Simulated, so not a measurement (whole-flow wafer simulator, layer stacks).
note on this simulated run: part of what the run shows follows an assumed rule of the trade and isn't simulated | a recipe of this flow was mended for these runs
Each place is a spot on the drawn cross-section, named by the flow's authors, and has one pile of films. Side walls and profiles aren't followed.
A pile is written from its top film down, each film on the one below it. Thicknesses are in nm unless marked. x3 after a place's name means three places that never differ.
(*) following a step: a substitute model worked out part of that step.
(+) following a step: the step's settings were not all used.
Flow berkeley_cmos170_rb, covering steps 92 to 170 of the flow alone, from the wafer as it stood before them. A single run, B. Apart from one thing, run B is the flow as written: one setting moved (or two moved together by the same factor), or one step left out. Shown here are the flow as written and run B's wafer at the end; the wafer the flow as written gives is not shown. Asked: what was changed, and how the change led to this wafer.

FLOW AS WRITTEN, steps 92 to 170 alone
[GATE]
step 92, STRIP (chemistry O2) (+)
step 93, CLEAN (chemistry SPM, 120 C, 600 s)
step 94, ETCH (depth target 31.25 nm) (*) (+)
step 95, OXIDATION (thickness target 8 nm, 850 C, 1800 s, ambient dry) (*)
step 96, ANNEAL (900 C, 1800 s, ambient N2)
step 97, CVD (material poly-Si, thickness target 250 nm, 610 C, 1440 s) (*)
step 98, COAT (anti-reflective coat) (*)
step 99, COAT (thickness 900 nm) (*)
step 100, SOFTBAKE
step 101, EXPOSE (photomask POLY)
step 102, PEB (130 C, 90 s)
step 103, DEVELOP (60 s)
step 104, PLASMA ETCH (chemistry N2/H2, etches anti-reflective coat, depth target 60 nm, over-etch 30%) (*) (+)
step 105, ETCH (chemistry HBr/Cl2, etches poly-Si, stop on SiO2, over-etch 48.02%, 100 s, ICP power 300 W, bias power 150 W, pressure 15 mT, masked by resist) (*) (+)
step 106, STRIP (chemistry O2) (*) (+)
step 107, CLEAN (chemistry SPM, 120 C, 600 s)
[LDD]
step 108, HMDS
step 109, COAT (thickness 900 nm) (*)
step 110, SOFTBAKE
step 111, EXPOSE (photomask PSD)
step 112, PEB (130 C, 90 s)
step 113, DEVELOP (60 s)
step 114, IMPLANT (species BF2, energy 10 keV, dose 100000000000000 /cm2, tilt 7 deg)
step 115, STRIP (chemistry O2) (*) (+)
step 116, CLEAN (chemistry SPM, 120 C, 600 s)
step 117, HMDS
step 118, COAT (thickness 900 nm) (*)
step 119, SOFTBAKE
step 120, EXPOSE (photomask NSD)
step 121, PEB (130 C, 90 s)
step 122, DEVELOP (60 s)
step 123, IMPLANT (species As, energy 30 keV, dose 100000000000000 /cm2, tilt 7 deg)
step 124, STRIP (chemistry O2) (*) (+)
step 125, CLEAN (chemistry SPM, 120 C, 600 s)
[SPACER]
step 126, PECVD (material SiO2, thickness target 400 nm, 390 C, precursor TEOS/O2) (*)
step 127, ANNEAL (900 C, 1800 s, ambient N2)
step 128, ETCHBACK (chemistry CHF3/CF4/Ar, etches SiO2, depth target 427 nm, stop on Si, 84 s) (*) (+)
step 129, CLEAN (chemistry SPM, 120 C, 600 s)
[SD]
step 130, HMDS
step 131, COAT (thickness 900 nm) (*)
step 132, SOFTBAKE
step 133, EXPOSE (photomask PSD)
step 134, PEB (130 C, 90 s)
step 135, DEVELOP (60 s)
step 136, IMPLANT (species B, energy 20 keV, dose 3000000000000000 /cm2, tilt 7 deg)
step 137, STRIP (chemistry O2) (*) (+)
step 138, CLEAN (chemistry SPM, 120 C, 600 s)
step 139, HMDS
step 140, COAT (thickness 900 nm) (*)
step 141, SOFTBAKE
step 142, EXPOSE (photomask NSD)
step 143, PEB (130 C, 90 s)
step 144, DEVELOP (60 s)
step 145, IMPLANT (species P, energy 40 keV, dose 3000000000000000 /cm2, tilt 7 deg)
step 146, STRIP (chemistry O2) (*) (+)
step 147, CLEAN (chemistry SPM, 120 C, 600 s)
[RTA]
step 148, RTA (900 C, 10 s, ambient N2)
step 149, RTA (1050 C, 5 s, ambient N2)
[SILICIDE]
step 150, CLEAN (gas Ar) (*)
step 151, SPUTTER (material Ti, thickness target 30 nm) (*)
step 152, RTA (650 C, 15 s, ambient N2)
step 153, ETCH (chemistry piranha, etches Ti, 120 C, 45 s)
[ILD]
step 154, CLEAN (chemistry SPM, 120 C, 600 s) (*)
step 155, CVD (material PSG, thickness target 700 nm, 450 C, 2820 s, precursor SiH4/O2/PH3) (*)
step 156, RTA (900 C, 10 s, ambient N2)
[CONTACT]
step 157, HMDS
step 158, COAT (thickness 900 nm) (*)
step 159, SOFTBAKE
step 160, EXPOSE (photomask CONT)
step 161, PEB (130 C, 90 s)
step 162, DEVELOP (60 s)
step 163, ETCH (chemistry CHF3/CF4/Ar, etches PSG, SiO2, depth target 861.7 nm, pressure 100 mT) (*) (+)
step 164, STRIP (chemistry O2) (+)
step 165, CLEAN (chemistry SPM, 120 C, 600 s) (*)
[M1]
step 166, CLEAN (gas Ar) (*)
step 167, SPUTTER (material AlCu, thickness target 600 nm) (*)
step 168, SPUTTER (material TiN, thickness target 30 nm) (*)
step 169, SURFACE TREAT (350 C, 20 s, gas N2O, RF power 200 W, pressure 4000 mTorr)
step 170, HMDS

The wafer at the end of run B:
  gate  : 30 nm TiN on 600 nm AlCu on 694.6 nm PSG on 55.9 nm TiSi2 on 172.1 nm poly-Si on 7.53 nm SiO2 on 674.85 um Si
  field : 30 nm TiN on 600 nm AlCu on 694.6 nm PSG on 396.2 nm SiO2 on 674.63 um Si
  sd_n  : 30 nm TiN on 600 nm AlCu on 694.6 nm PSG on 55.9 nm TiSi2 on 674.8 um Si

The reason: step 97, CVD: thickness target 231 nm was run, while the flow as written has thickness target 250 nm; step 97, CVD: 1332 s was run, where the flow has 1440 s.

Step by step, how the change led to this:
  step 97, CVD (material poly-Si, thickness target 250 nm, 610 C, 1440 s) (*)
      field, sd_n, spacer_n and 6 more: poly-Si gains 231 (new film) (as written it would have been: poly-Si gains 250 (new film))
  step 105, ETCH (chemistry HBr/Cl2, etches poly-Si, stop on SiO2, over-etch 48.02%, 100 s, ICP power 300 W, bias power 150 W, pressure 15 mT, masked by resist) (*) (+)
      spacer_n, spacer_p: poly-Si loses 229.6 (all of it), SiO2 loses 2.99 (as written it would have been: poly-Si loses 248.5 (all of it), SiO2 loses 1.53)
      field: poly-Si loses 226.1 (all of it), SiO2 loses 3.26 (as written it would have been: poly-Si loses 245 (all of it), SiO2 loses 1.8)
      (and at 4 other places as well)
  step 115, STRIP (chemistry O2) (*) (+)
      gate: KrF-resist loses 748 (all of it), chemical SiO2 gains 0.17 (as written it would have been: KrF-resist loses 733 (all of it), chemical SiO2 gains 0.17)
  step 118, COAT (thickness 900 nm) (*)
      gate_p: KrF-resist gains 759.9 (new film) (as written it would have been: KrF-resist gains 744.7 (new film))
  step 124, STRIP (chemistry O2) (*) (+)
      gate_p: KrF-resist loses 743.3 (all of it), chemical SiO2 gains 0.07 (as written it would have been: KrF-resist loses 728.2 (all of it), chemical SiO2 gains 0.07)
  step 128, ETCHBACK (chemistry CHF3/CF4/Ar, etches SiO2, depth target 427 nm, stop on Si, 84 s) (*) (+)
      spacer_n: SiO2 loses 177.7 (as written it would have been: SiO2 loses 160.1)
      spacer_p: SiO2 loses 177.6 (as written it would have been: SiO2 loses 160.1)
